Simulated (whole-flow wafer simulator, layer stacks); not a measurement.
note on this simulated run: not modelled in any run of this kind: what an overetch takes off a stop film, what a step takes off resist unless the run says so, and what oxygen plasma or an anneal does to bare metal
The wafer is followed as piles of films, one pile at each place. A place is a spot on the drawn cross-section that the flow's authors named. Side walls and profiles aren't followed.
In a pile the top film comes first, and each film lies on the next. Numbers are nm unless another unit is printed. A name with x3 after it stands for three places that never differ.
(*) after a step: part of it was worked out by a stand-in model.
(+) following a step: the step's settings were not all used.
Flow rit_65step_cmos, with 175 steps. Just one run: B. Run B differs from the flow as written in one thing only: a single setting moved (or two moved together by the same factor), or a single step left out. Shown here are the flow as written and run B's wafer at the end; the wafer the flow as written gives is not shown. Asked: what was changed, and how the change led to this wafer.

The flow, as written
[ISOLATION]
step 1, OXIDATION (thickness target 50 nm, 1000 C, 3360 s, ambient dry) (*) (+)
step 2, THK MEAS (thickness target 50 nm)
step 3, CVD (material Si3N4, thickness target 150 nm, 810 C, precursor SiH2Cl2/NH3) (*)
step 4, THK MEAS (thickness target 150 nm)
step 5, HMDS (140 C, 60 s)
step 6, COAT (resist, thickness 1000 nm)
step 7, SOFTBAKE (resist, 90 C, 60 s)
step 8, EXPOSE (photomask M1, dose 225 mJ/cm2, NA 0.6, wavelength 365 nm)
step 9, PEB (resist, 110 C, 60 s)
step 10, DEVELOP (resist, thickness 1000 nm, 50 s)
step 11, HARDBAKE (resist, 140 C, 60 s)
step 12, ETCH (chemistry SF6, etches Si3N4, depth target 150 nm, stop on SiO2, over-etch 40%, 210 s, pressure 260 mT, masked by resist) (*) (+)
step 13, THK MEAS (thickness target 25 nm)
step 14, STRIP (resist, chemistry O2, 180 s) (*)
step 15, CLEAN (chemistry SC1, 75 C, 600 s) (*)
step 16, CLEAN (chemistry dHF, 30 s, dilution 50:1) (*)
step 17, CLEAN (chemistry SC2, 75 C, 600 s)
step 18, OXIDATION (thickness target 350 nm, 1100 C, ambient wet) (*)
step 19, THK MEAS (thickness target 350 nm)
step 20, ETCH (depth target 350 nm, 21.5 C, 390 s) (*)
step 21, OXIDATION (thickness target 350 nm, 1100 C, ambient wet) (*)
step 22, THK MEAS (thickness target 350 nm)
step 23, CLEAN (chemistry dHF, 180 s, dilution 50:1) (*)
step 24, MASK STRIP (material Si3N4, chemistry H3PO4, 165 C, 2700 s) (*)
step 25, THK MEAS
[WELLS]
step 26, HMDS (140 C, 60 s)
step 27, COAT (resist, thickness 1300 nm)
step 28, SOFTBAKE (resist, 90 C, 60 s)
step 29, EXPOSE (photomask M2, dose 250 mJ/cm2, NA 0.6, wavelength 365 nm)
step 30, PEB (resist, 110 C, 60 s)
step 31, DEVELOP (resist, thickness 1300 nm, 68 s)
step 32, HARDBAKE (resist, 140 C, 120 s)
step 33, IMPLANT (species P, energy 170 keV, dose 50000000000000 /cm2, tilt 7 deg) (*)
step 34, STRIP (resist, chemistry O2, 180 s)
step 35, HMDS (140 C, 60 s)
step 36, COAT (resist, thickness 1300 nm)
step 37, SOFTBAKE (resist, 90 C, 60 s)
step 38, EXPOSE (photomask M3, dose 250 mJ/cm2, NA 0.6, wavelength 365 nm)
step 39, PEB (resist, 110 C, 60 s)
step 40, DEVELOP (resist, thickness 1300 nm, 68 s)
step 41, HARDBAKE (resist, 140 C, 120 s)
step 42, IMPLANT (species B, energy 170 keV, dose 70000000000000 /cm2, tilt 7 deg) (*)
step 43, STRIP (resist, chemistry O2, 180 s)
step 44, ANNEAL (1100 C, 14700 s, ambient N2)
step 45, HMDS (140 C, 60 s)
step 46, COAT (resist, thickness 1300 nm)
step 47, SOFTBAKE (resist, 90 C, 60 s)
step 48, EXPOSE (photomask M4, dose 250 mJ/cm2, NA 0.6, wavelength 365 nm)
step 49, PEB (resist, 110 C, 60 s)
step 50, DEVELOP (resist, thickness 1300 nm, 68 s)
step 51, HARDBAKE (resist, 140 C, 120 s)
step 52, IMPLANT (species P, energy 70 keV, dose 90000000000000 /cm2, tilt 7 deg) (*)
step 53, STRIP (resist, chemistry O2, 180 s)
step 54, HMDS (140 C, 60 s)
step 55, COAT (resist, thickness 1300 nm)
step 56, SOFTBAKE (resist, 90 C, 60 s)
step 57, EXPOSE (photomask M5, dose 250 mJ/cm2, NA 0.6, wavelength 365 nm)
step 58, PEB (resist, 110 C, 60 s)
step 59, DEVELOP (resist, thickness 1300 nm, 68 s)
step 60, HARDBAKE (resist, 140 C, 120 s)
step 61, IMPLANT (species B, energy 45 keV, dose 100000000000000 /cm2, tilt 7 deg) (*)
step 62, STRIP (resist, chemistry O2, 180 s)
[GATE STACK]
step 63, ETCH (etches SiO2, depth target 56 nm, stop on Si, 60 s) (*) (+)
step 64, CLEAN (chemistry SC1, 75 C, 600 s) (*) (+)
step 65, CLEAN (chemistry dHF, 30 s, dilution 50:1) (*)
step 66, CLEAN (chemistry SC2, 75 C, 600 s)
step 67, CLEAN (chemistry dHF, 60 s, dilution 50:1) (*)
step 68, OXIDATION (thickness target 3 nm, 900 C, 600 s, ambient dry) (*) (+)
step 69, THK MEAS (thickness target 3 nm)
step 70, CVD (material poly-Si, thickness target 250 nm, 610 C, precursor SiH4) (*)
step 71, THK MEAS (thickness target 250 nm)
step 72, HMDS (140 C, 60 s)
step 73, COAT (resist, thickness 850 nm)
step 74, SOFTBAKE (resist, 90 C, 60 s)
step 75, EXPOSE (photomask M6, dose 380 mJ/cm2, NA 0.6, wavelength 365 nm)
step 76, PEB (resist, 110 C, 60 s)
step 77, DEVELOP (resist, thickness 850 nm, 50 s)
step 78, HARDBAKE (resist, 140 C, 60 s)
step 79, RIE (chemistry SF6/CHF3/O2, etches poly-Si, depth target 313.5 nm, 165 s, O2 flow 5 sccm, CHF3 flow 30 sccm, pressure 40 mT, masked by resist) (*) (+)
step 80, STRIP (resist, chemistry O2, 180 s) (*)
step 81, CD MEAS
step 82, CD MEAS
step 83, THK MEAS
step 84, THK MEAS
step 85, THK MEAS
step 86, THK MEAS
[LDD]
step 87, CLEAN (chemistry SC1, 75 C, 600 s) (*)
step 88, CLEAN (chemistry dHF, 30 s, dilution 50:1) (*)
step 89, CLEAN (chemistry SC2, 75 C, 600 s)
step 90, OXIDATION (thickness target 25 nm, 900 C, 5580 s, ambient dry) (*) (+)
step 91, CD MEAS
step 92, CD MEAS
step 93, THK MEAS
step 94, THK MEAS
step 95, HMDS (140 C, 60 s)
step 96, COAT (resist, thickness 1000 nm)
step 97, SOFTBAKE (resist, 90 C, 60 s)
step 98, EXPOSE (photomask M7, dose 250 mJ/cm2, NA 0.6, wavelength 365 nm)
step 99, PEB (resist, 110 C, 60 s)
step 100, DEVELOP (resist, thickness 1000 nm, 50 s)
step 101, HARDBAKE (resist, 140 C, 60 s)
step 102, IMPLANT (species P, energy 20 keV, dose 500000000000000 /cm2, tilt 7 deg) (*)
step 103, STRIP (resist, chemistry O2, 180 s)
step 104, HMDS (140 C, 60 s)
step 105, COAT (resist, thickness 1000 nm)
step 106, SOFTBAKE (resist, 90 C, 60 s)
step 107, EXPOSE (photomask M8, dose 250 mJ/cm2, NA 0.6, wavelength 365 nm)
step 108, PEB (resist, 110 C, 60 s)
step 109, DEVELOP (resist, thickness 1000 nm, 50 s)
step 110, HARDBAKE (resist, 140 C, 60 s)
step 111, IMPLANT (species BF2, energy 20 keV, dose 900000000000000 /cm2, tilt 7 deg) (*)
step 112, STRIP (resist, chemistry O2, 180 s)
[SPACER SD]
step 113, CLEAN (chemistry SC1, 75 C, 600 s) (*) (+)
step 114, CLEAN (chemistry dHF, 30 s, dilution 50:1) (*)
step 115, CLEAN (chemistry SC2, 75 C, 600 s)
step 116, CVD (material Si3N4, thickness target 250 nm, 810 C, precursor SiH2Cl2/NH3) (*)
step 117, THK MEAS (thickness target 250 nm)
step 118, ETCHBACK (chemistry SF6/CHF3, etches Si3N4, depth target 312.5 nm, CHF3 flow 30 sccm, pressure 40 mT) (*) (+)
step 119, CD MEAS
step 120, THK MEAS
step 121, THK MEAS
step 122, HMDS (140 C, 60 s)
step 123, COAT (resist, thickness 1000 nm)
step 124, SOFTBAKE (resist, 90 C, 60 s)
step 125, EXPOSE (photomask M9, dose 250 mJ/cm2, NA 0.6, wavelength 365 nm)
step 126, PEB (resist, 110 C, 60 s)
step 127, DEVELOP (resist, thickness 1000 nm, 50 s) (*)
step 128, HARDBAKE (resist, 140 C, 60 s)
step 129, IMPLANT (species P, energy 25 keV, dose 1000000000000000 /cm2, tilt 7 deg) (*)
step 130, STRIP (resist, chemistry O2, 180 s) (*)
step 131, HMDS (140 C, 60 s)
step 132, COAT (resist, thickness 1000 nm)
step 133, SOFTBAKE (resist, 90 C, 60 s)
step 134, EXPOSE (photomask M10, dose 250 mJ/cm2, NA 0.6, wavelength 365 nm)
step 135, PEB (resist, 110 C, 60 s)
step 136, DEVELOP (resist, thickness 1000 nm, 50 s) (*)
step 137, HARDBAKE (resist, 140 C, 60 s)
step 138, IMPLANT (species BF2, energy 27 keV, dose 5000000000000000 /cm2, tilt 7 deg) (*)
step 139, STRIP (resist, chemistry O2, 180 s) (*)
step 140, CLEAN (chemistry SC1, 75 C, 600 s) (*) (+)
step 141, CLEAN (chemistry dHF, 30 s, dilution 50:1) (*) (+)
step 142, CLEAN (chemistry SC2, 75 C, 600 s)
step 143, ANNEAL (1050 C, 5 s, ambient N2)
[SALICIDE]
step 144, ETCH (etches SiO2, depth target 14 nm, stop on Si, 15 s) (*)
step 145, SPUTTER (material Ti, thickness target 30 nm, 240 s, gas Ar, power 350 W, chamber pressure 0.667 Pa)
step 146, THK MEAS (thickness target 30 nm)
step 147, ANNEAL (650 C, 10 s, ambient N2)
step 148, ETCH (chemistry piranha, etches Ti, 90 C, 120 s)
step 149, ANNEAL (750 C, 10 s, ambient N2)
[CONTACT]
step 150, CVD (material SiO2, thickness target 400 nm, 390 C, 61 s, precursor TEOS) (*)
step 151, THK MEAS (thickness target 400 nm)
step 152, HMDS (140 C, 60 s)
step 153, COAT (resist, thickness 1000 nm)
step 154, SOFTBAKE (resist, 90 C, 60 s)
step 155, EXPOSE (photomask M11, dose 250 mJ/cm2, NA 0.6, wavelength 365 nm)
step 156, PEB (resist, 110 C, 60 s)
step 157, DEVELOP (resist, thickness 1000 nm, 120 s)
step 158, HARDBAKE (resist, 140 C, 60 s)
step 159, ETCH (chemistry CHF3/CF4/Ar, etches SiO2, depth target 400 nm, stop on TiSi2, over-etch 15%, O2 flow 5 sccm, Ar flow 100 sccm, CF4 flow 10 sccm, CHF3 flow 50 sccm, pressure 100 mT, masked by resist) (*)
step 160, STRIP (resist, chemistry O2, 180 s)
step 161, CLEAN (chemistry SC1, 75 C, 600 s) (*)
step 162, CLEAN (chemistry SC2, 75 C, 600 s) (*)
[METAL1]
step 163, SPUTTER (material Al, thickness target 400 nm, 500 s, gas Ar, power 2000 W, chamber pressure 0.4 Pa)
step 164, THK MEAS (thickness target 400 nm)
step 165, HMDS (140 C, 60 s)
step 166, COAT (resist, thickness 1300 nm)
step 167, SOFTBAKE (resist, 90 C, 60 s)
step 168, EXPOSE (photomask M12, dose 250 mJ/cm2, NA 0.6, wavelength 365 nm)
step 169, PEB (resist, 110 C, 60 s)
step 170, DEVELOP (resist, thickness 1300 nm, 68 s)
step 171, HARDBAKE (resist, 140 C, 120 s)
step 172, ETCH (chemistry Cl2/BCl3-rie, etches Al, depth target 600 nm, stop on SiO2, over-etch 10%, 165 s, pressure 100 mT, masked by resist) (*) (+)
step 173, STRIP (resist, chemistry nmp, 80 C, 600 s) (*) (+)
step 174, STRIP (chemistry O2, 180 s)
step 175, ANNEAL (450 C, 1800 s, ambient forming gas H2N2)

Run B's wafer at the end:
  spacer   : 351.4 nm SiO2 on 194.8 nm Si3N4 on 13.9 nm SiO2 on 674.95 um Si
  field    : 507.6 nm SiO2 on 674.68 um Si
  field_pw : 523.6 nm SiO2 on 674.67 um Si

What caused this: step 163, SPUTTER: power 1518 W was run, though the flow has power 2000 W.

How this came from the change, step by step:
  step 163, SPUTTER (material Al, thickness target 400 nm, 500 s, gas Ar, power 2000 W, chamber pressure 0.4 Pa)
      field, field_p, spacer, spacer_p: +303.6 Al (new film) (in the flow as written it would be: +400 Al (new film))
      gate_n, gate_p: +303.6 Al (new film) (in the flow as written it would be: +396 Al (new film))
      (also at 2 further places)
  step 172, ETCH (chemistry Cl2/BCl3-rie, etches Al, depth target 600 nm, stop on SiO2, over-etch 10%, 165 s, pressure 100 mT, masked by resist) (*) (+)
      field, field_p, spacer, spacer_p: -303.6 Al (all of it), -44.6 SiO2 (in the flow as written it would be: -400 Al (all of it), -32.5 SiO2)
      field_pw: -303.4 Al (all of it), -44.6 SiO2 (in the flow as written it would be: -400 Al (all of it), -32.5 SiO2)
      (also at 3 further places)
